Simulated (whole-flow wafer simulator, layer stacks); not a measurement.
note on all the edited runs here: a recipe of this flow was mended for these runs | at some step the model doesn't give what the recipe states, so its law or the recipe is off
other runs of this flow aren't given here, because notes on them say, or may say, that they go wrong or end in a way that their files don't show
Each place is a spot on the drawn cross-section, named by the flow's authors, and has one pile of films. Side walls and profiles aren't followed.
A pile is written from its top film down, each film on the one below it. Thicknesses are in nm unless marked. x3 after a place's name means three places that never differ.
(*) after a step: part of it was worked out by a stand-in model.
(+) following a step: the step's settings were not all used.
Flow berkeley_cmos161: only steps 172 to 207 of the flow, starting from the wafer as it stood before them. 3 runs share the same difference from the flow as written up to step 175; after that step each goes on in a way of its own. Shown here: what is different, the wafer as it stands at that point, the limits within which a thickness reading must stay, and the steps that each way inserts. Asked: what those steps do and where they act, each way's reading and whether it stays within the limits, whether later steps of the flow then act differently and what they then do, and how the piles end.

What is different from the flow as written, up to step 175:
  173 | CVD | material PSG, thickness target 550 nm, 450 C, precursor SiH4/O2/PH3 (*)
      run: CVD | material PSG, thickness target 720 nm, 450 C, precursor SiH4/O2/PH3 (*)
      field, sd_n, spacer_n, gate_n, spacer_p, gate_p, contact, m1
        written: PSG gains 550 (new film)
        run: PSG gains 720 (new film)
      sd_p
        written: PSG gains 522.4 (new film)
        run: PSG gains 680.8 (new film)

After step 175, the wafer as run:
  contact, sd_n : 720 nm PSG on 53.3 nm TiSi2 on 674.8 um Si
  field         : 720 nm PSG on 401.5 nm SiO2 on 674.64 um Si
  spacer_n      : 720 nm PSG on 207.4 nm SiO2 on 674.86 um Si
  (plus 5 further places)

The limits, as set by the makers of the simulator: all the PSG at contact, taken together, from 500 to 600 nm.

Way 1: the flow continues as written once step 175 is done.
  Reading after step 175: 720 nm, not within the limits.
  Later steps of the flow acting differently than as written (5 more steps, not shown, differ only slightly: by at most 2% or 0.5 nm, whichever is larger):
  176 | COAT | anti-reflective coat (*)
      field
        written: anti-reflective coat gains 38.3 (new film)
        way: anti-reflective coat gains 39.1 (new film)
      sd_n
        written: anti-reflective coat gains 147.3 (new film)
        way: anti-reflective coat gains 150.4 (new film)
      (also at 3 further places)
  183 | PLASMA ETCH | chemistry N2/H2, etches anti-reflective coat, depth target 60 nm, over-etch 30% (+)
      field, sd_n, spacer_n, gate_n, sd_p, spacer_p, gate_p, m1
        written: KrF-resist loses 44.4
        way: KrF-resist loses 45.6
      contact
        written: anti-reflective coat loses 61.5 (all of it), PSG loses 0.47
        way: anti-reflective coat loses 63.1 (all of it), PSG loses 0.49
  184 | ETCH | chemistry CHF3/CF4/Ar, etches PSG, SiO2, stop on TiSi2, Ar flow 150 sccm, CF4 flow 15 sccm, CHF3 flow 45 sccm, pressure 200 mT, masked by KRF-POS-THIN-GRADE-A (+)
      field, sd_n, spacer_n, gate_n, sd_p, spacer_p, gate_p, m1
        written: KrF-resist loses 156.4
        way: KrF-resist loses 198.9
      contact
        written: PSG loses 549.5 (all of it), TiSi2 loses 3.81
        way: PSG loses 719.5 (all of it), TiSi2 loses 3.81
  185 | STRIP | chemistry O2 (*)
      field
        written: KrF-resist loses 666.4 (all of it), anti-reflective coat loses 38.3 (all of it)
        way: KrF-resist loses 623.1 (all of it), anti-reflective coat loses 39.1 (all of it)
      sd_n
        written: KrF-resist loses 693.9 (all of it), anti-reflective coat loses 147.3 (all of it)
        way: KrF-resist loses 647.9 (all of it), anti-reflective coat loses 150.4 (all of it)
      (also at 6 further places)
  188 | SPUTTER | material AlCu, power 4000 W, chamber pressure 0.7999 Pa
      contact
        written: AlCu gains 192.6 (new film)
        way: AlCu gains 172.3 (new film)
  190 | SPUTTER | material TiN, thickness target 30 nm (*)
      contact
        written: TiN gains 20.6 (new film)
        way: TiN gains 18.2 (new film)
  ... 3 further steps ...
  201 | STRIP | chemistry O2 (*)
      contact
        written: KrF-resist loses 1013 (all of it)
        way: KrF-resist loses 1144.1 (all of it)
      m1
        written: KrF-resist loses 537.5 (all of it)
        way: KrF-resist loses 522.5 (all of it)
  By the end, the piles at field, sd_n, spacer_n and 6 more depart from the flow's by more than 2% or 0.5 nm, whichever is larger.
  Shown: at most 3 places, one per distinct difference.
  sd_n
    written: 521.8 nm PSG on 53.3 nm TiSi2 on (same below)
    way: 691.8 nm PSG on 53.3 nm TiSi2 on (same below)
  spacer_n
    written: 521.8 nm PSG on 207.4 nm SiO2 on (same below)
    way: 691.8 nm PSG on 207.4 nm SiO2 on (same below)
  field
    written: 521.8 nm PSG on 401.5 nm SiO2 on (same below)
    way: 691.8 nm PSG on 401.5 nm SiO2 on (same below)

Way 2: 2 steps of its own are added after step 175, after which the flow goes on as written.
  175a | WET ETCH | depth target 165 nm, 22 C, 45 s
      field, sd_n, spacer_n and 6 more
        PSG loses 165
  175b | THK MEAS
      does not change any film at any place that is followed
  Reading after step 175b: 555 nm, inside the limits.
  Later steps of the flow acting differently than as written (13 more steps, not shown, differ only slightly: by at most 2% or 0.5 nm, whichever is larger):
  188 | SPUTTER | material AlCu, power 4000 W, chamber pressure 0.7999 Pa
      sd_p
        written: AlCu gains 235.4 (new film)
        way: AlCu gains 245.8 (new film)
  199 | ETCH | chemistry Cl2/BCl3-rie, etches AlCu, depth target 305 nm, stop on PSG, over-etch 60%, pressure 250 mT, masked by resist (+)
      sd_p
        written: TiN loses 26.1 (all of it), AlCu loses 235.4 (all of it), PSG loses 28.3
        way: TiN loses 26 (all of it), AlCu loses 245.8 (all of it), PSG loses 27
  When the end is reached, the piles differ only a little from the flow's at the places that both follow, at most by 2% or 0.5 nm, whichever is larger.

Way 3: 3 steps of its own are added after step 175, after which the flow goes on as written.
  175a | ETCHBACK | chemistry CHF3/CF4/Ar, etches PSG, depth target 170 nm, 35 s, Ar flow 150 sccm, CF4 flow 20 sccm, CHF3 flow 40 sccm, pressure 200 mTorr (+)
      field, sd_n, spacer_n and 6 more
        PSG loses 170
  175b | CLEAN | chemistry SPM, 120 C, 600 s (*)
      does not change any film at any place that is followed
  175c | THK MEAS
      does not change any film at any place that is followed
  Reading after step 175c: 550 nm, inside the limits.
  Later steps of the flow acting differently than as written (10 more steps, not shown, differ only slightly: by at most 2% or 0.5 nm, whichever is larger):
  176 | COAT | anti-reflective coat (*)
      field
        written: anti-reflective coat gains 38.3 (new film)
        way: anti-reflective coat gains 31.5 (new film)
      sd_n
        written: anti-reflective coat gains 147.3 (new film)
        way: anti-reflective coat gains 127.5 (new film)
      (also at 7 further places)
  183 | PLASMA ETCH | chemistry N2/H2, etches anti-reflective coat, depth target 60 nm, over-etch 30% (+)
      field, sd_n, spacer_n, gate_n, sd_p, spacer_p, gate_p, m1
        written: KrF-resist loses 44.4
        way: KrF-resist loses 36.8
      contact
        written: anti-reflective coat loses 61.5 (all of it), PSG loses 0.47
        way: anti-reflective coat loses 50.9 (all of it), PSG loses 0.39
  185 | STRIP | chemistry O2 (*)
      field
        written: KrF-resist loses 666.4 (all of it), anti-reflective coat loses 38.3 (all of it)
        way: KrF-resist loses 671.2 (all of it), anti-reflective coat loses 31.5 (all of it)
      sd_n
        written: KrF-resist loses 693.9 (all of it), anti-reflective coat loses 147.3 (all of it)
        way: KrF-resist loses 711.8 (all of it), anti-reflective coat loses 127.5 (all of it)
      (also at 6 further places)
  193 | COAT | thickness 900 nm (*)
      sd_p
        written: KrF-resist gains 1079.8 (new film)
        way: KrF-resist gains 1104 (new film)
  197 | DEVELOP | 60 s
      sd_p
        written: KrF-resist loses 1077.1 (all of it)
        way: KrF-resist loses 1101.3 (all of it)
  By the end, the piles at sd_p depart from the flow's by more than 2% or 0.5 nm, whichever is larger.
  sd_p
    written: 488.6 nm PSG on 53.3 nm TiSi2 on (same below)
    way: 476.7 nm PSG on 53.3 nm TiSi2 on (same below)

The limits are kept by: way 2, way 3. They are not kept by: way 1.
